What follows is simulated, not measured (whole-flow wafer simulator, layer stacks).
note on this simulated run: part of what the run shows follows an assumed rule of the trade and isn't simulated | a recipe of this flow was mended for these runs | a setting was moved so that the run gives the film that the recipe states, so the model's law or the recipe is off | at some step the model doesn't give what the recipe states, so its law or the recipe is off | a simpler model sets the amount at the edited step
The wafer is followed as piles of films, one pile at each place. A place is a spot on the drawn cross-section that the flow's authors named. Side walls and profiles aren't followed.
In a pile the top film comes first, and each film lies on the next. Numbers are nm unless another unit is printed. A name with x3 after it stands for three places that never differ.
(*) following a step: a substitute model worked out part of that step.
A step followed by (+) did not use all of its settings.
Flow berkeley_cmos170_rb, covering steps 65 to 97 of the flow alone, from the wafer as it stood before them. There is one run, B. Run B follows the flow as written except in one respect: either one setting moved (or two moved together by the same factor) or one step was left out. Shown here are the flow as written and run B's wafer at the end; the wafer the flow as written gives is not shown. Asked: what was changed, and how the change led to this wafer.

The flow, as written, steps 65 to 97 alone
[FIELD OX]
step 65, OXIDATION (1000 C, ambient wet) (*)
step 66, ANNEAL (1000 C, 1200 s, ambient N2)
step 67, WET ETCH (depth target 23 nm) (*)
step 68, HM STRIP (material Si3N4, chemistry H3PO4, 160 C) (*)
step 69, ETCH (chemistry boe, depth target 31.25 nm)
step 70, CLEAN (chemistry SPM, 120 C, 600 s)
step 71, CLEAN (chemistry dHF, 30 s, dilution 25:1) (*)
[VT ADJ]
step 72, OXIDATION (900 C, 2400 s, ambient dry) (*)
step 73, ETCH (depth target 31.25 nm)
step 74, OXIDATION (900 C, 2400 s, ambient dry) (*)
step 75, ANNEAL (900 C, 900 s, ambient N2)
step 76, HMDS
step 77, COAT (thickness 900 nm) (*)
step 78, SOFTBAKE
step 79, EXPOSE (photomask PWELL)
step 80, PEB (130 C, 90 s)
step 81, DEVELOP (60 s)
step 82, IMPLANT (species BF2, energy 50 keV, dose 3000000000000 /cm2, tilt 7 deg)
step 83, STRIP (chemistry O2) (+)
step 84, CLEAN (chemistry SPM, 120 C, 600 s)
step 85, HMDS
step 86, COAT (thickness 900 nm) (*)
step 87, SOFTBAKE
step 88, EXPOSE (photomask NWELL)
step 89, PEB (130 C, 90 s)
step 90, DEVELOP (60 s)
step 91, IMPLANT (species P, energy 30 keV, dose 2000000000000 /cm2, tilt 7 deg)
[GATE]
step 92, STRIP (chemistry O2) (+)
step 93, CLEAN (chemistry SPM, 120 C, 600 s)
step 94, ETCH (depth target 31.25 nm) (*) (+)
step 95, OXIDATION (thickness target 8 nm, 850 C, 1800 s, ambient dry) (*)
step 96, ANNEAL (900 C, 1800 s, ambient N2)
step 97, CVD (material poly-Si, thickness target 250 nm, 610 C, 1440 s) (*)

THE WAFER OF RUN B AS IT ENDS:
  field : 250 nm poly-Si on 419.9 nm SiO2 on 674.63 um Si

The reason: step 68, HM STRIP: 171 C was run, while the flow as written has 160 C.

The path from the change to this, step by step:
  step 68, HM STRIP (material Si3N4, chemistry H3PO4, 160 C) (*)
      sd_n, spacer_n, gate, sd_p, spacer_p, gate_p, contact, m1: Si3N4 loses 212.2 (all of it), SiO2 loses 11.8 (it would be, as written: Si3N4 loses 212.2 (all of it), SiO2 loses 3.32)
      field: SiO2 loses 22 (it would be, as written: SiO2 loses 9.95)
  step 69, ETCH (chemistry boe, depth target 31.25 nm)
      spacer_n, spacer_p, gate_p, contact, m1: SiO2 loses 14.8 (all of it) (it would be, as written: SiO2 loses 23.2 (all of it))
      gate, sd_p: SiO2 loses 14.8 (all of it) (it would be, as written: SiO2 loses 23.3 (all of it))
      (also at 1 further place)
